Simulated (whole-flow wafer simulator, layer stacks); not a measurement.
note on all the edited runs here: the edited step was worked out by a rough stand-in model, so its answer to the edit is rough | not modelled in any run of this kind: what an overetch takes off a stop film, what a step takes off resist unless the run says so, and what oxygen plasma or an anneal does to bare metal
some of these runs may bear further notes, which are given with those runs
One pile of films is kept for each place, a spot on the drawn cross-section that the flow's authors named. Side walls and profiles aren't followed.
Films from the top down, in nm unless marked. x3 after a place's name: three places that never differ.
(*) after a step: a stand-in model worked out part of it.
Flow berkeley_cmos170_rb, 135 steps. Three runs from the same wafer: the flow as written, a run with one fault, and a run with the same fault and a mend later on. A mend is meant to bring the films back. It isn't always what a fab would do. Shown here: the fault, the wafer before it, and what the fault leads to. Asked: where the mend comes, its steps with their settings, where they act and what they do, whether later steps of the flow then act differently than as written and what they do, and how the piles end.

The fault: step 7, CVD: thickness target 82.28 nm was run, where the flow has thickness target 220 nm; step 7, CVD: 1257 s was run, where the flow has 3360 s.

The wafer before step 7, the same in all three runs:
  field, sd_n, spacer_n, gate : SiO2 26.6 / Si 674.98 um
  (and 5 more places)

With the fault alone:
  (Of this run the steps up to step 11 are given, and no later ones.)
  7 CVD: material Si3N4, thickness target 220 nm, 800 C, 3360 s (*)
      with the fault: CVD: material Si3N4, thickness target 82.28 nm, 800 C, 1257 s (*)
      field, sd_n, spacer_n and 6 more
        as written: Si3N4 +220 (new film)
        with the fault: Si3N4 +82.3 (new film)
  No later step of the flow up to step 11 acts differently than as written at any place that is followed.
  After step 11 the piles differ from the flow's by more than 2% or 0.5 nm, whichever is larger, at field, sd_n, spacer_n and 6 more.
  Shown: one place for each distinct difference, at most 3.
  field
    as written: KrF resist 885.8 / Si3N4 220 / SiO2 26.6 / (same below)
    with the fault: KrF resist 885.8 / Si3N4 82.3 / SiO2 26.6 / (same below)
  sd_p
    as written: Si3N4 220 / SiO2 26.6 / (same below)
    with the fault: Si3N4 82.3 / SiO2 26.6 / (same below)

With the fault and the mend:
  The mend comes after step 7.
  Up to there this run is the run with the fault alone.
  7a ETCH: chemistry h3po4, depth target 94.72 nm
      field, sd_n, spacer_n and 6 more
        Si3N4 -82.3 (all of it)
  7b CLEAN (*) (the flow's step 1 once more)
      changes no film at any place that is followed
  7c CVD: material Si3N4, thickness target 220 nm, 800 C, 3360 s (*) (the flow's step 7 once more)
      field, sd_n, spacer_n and 6 more
        Si3N4 +220 (new film)
  No later step of the flow acts differently than as written at any place that is followed.
  At the end the piles are the same as the flow's at every place that both follow.
